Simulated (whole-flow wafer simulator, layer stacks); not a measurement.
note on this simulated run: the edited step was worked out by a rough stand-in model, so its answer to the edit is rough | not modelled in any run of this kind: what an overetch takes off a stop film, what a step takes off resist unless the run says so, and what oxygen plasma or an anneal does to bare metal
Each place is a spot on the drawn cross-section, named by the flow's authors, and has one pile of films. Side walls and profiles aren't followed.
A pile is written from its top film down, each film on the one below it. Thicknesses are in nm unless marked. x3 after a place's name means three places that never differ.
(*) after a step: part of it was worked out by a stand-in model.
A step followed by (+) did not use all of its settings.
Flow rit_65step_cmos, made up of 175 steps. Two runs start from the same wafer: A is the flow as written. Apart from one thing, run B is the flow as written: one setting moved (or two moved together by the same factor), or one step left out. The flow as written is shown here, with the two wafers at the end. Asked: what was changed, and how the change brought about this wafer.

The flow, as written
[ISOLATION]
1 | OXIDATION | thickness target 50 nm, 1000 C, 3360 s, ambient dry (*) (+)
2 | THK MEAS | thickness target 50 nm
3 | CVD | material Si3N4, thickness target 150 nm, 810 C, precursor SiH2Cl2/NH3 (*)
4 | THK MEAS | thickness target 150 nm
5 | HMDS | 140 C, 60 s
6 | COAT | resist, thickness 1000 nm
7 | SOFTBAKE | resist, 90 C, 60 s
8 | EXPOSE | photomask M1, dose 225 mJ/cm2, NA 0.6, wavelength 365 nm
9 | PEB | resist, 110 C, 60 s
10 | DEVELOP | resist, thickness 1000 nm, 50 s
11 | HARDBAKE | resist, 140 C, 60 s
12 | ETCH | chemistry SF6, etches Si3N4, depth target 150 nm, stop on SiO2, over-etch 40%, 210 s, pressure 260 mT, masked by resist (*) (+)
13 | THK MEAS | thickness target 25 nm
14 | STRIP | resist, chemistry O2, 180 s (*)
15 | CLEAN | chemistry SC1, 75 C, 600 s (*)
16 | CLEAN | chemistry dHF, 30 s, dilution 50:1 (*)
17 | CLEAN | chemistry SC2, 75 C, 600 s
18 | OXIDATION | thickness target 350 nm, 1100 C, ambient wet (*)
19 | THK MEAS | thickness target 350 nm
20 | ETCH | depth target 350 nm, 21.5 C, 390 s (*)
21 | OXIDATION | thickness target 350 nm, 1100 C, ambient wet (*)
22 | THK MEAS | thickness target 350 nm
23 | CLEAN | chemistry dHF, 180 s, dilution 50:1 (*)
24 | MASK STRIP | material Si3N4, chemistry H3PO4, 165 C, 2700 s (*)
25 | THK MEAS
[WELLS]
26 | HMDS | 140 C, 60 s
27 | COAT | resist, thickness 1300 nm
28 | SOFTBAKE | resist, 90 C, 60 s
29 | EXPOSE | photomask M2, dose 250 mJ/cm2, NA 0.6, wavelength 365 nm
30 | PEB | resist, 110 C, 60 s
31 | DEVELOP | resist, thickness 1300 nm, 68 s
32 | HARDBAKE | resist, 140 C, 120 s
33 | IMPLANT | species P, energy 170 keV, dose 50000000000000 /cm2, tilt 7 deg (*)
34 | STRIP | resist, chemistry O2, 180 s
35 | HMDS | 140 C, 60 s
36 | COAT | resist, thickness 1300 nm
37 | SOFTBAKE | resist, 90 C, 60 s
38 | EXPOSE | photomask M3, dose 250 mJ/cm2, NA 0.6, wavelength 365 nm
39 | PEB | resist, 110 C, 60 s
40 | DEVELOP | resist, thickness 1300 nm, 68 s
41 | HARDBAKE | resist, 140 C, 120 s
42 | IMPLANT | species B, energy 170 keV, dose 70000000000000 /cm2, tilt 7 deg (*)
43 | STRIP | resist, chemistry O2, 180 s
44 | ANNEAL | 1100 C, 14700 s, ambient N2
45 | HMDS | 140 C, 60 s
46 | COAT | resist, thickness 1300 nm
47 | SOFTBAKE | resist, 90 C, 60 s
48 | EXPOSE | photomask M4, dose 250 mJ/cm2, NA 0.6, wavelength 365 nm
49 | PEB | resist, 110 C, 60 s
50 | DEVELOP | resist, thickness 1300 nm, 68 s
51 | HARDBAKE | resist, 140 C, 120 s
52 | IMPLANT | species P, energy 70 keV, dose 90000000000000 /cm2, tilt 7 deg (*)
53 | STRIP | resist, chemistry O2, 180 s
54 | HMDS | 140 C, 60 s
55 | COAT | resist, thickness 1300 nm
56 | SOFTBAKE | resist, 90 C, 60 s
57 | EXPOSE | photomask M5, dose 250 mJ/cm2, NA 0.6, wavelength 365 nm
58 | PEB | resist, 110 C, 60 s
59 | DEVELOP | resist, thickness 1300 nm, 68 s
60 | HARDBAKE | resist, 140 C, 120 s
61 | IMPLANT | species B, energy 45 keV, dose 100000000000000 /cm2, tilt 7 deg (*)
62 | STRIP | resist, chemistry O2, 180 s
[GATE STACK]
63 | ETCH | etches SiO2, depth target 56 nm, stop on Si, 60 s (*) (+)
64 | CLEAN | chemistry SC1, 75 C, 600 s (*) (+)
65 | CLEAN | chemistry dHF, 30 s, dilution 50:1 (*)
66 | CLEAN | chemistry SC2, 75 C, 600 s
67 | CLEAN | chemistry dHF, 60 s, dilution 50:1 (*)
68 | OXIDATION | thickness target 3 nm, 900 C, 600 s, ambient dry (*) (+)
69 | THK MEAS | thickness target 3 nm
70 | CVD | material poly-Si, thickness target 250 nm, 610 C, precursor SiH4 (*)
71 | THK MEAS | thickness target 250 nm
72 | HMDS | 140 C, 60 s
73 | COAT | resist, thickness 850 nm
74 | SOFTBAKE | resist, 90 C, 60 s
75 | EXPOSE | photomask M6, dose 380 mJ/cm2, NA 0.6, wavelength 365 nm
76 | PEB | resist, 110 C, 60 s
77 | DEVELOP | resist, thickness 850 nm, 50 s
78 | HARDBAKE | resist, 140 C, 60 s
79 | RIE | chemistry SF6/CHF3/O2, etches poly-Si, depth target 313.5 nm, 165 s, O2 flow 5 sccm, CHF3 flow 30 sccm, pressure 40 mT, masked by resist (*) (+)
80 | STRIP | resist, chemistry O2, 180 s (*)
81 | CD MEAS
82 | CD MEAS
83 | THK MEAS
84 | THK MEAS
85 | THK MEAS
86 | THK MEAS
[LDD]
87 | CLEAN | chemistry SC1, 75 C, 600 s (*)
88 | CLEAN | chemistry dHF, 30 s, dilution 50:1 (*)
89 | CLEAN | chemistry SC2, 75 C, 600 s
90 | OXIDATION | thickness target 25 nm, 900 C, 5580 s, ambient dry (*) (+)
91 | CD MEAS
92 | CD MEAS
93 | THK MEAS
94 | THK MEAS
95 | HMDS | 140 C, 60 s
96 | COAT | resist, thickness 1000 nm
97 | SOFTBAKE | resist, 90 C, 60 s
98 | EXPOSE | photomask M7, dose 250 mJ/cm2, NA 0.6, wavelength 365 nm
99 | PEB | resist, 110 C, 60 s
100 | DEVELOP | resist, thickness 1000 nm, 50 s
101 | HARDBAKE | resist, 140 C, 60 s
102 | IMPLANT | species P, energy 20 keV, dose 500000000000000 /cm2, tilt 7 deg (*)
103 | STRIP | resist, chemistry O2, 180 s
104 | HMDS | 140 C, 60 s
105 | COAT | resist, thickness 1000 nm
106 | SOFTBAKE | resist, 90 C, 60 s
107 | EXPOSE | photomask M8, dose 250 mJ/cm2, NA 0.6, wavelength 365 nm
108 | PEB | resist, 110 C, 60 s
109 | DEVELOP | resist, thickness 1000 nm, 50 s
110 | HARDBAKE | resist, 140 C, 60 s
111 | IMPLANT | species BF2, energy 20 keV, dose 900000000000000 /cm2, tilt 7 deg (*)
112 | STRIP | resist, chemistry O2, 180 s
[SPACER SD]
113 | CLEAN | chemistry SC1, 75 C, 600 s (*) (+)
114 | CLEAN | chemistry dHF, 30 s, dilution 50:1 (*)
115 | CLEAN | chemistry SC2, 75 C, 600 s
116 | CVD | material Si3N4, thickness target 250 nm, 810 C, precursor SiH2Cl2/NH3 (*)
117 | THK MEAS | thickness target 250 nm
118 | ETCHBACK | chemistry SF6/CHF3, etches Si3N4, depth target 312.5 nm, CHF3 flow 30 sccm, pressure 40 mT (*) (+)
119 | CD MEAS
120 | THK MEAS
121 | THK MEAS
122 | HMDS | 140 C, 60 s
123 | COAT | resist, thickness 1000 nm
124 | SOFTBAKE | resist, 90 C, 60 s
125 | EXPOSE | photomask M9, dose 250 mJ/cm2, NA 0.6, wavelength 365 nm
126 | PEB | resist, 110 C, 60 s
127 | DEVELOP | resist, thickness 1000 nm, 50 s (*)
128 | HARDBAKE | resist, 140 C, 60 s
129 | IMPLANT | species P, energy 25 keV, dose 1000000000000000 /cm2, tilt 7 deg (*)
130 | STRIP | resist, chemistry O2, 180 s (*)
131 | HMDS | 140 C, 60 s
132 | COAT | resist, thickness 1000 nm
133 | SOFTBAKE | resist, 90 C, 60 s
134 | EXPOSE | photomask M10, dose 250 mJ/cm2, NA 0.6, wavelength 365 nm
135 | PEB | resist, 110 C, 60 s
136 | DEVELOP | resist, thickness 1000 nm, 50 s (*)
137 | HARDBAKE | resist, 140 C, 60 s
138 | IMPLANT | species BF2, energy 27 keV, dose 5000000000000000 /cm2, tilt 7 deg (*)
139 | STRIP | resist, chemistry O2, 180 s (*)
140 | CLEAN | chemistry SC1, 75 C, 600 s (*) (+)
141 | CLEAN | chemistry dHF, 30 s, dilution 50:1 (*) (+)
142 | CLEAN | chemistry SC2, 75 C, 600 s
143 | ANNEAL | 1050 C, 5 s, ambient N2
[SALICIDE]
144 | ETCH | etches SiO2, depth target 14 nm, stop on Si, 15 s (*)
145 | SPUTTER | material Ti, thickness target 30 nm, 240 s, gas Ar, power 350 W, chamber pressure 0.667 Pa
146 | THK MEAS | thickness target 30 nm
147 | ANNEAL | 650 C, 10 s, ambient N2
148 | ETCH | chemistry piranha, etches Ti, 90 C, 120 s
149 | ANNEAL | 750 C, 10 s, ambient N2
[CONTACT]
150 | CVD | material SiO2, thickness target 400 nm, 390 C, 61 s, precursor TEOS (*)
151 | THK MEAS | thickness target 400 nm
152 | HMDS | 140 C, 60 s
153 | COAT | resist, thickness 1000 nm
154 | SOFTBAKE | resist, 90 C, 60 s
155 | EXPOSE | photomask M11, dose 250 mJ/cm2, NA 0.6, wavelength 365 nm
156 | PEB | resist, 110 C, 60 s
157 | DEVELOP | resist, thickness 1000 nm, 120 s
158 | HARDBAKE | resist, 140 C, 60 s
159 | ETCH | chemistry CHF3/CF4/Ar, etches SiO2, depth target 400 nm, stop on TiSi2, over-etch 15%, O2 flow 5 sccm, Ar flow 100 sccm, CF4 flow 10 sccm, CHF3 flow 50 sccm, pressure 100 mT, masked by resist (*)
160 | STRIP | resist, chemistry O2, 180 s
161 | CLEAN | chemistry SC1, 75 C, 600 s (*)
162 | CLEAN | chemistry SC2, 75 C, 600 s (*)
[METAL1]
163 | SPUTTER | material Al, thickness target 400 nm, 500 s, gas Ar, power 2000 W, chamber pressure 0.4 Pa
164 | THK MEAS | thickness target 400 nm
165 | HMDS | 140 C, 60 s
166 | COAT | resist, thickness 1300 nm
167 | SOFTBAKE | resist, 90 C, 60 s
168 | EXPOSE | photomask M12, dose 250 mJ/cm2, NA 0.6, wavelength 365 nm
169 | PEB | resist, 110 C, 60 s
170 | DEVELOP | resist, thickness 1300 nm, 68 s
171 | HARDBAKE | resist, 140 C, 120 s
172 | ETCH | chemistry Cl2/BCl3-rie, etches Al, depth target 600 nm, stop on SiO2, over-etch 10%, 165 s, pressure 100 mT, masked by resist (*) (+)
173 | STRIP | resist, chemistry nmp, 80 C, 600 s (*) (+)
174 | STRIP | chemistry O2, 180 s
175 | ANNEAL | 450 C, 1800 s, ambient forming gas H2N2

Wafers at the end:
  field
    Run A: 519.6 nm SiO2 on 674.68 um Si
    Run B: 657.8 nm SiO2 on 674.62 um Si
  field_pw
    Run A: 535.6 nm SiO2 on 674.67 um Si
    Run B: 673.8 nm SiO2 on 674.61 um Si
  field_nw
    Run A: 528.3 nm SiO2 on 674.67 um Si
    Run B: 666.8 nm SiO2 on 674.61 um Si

Cause: step 21, OXIDATION: thickness target 490 nm was run, though the flow has thickness target 350 nm.

Step by step, how the change led to this:
  21 | OXIDATION | thickness target 350 nm, 1100 C, ambient wet (*)
      active_n, active_p, gate_n and 7 more: A +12 SiO2 (new film), -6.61 Si3N4 | B +18.4 SiO2 (new film), -10.2 Si3N4
      field, field_pw, field_nw, field_p: A +350 SiO2 (new film), -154 Si | B +490 SiO2 (new film), -215.6 Si
  23 | CLEAN | chemistry dHF, 180 s, dilution 50:1 (*)
      active_n, active_p, gate_n and 7 more: A -12 SiO2 (all of it), -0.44 Si3N4 | B -16.7 SiO2
  24 | MASK STRIP | material Si3N4, chemistry H3PO4, 165 C, 2700 s (*)
      active_n, active_p, gate_n and 7 more: A -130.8 Si3N4 (all of it), -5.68 SiO2 | B -1.76 SiO2 (all of it), -127.6 Si3N4 (all of it), -5.8 SiO2
  27 | COAT | resist, thickness 1300 nm
      field_pw, field_nw: A +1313 resist (new film) | B +1270.4 resist (new film)
      field: A +1315.7 resist (new film) | B +1258 resist (new film)
      (also at 1 further place)
  30 | PEB | resist, 110 C, 60 s
      field, field_p: A -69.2 resist | B -66.2 resist
      field_pw, field_nw: A -69.1 resist | B -66.8 resist
  31 | DEVELOP | resist, thickness 1300 nm, 68 s
      field_nw: A -1243.9 resist (all of it) | B -1203.5 resist (all of it)
      field_p: A -1246.4 resist (all of it) | B -1192 resist (all of it)
  32 | HARDBAKE | resist, 140 C, 120 s
      field: A -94 resist | B -89.8 resist
      field_pw: A -93.8 resist | B -90.7 resist
  34 | STRIP | resist, chemistry O2, 180 s
      field: A -1152.5 resist (all of it) | B -1102 resist (all of it)
      field_pw: A -1150.2 resist (all of it) | B -1112.8 resist (all of it)
  36 | COAT | resist, thickness 1300 nm
      field_pw, field_nw: A +1313 resist (new film) | B +1270.4 resist (new film)
      field: A +1315.7 resist (new film) | B +1258 resist (new film)
      (also at 1 further place)
  39 | PEB | resist, 110 C, 60 s
      field, field_p: A -69.2 resist | B -66.2 resist
      field_pw, field_nw: A -69.1 resist | B -66.8 resist
  40 | DEVELOP | resist, thickness 1300 nm, 68 s
      field: A -1246.5 resist (all of it) | B -1191.8 resist (all of it)
      field_pw: A -1243.9 resist (all of it) | B -1203.5 resist (all of it)
  41 | HARDBAKE | resist, 140 C, 120 s
      field_nw: A -93.8 resist | B -90.7 resist
      field_p: A -94 resist | B -89.8 resist
  43 | STRIP | resist, chemistry O2, 180 s
      field_nw: A -1150.2 resist (all of it) | B -1112.8 resist (all of it)
      field_p: A -1152.5 resist (all of it) | B -1102.1 resist (all of it)
  46 | COAT | resist, thickness 1300 nm
      field_pw, field_nw: A +1313 resist (new film) | B +1270.4 resist (new film)
      field: A +1315.7 resist (new film) | B +1258 resist (new film)
      (also at 1 further place)
  49 | PEB | resist, 110 C, 60 s
      field, field_p: A -69.2 resist | B -66.2 resist
      field_pw, field_nw: A -69.1 resist | B -66.8 resist
  50 | DEVELOP | resist, thickness 1300 nm, 68 s
      field_nw: A -1243.9 resist (all of it) | B -1203.5 resist (all of it)
      field_p: A -1246.4 resist (all of it) | B -1192 resist (all of it)
  ... 37 other steps ...
  170 | DEVELOP | resist, thickness 1300 nm, 68 s
      field: A -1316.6 resist (all of it) | B -1258.5 resist (all of it)
      field_pw: A -1285.5 resist (all of it) | B -1244.2 resist (all of it)
      (also at 2 further places)
